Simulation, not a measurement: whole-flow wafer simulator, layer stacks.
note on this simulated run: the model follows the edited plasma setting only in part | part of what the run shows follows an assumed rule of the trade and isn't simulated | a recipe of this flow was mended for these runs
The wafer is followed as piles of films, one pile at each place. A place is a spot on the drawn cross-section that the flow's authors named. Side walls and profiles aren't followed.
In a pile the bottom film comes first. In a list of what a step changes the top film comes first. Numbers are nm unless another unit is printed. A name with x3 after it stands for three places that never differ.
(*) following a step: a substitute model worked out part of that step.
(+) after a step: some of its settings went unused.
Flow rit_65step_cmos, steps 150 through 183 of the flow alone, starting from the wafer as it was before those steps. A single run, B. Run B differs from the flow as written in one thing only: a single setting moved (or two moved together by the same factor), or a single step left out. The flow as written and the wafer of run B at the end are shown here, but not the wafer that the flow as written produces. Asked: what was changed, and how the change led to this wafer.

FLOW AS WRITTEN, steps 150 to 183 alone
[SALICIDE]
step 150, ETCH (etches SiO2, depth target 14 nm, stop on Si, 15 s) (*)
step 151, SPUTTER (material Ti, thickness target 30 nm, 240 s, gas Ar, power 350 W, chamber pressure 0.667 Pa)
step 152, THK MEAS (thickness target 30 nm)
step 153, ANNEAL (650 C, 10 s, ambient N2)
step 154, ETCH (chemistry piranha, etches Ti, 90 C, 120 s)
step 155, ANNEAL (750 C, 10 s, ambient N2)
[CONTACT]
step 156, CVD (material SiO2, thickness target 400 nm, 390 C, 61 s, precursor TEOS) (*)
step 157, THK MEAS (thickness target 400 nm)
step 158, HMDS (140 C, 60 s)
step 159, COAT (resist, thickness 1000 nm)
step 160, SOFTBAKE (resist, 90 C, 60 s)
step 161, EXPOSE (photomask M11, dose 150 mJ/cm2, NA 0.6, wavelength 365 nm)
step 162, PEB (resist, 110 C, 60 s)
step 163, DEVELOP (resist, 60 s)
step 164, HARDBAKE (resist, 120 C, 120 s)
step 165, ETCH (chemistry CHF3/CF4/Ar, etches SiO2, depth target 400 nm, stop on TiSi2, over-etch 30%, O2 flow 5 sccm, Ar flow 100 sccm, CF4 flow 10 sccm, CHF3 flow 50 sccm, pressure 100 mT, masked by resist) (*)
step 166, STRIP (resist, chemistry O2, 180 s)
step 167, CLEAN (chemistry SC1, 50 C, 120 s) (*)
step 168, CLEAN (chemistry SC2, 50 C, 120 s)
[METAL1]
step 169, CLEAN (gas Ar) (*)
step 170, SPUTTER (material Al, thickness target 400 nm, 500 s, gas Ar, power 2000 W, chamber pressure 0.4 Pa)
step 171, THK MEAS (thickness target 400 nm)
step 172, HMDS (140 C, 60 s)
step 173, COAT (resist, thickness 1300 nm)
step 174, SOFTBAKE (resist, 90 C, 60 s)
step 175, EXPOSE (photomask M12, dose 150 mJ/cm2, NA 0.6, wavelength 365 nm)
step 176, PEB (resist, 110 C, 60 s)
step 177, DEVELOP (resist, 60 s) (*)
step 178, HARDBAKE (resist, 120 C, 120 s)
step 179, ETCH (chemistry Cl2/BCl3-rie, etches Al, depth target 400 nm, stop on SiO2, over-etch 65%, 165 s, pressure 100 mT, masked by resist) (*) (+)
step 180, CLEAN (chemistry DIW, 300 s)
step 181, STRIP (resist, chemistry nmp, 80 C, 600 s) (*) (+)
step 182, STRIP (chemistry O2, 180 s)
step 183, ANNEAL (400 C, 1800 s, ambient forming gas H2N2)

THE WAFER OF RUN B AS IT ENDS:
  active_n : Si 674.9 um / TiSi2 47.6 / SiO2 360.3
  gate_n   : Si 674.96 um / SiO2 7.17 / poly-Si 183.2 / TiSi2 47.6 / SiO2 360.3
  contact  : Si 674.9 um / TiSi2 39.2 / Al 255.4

The reason: step 151, SPUTTER: power 298 W was run, though the flow has power 350 W.

The path from the change to this, step by step:
  step 151, SPUTTER (material Ti, thickness target 30 nm, 240 s, gas Ar, power 350 W, chamber pressure 0.667 Pa)
      field, field_pw, field_nw and 11 more: +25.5 Ti (new film) (in the flow as written it would be: +30 Ti (new film))
  step 153, ANNEAL (650 C, 10 s, ambient N2)
      active_n, active_p, sd_n, sd_p, contact, m1: -19.9 Ti, +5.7 TiSi first (new film), +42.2 TiSi2 C49 (new film), -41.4 Si (in the flow as written it would be: -23.4 Ti, +15 TiSi first (new film), +37.2 TiSi2 C49 (new film), -43.1 Si)
      gate_n, gate_p: -19.9 Ti, +5.7 TiSi first (new film), +42.2 TiSi2 C49 (new film), -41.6 poly-Si (in the flow as written it would be: -23.4 Ti, +15 TiSi first (new film), +37.2 TiSi2 C49 (new film), -43.3 poly-Si)
  step 154, ETCH (chemistry piranha, etches Ti, 90 C, 120 s)
      active_n, active_p, gate_n, gate_p, sd_n, sd_p, contact, m1: -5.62 Ti (all of it), -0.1 TiSi first (in the flow as written it would be: -6.6 Ti (all of it), -0.1 TiSi first)
      field, field_pw, field_nw, field_p, spacer, spacer_p: -25.5 Ti (all of it) (in the flow as written it would be: -30 Ti (all of it))
  step 155, ANNEAL (750 C, 10 s, ambient N2)
      active_n, active_p, sd_n, sd_p, contact, m1: +47.6 TiSi2 (new film), -5.59 TiSi first (all of it), -42.2 TiSi2 C49 (all of it), -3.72 Si (in the flow as written it would be: +55.9 TiSi2 (new film), -14.9 TiSi first (all of it), -37.2 TiSi2 C49 (all of it), -9.91 Si)
      gate_n, gate_p: +47.6 TiSi2 (new film), -5.59 TiSi first (all of it), -42.2 TiSi2 C49 (all of it), -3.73 poly-Si (in the flow as written it would be: +55.9 TiSi2 (new film), -14.9 TiSi first (all of it), -37.2 TiSi2 C49 (all of it), -9.95 poly-Si)
